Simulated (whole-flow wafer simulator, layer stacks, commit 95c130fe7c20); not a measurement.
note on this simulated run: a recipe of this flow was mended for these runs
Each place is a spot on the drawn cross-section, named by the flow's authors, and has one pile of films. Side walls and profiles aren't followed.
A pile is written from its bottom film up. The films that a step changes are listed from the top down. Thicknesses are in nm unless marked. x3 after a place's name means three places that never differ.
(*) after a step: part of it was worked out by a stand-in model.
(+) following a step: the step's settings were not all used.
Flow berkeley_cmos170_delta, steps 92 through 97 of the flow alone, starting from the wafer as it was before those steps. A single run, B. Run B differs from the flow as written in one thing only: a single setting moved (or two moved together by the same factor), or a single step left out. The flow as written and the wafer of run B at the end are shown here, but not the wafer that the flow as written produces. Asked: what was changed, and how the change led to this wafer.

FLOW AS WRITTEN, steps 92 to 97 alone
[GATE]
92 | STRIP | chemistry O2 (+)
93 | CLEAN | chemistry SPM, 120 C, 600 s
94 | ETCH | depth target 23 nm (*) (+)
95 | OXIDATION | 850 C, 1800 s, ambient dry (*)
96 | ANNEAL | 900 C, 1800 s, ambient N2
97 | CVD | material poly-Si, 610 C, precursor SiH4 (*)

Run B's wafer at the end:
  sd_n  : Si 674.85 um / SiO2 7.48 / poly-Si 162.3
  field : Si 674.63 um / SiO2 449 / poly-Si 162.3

What caused this: step 97, CVD: 590 C was run, whereas the flow has 610 C.

The path from the change to this, step by step:
  97 | CVD | material poly-Si, 610 C, precursor SiH4 (*)
      field, sd_n, spacer_n, gate, sd_p, spacer_p x2, contact, m1: +162.3 poly-Si (new film) (it would be, as written: +250 poly-Si (new film))
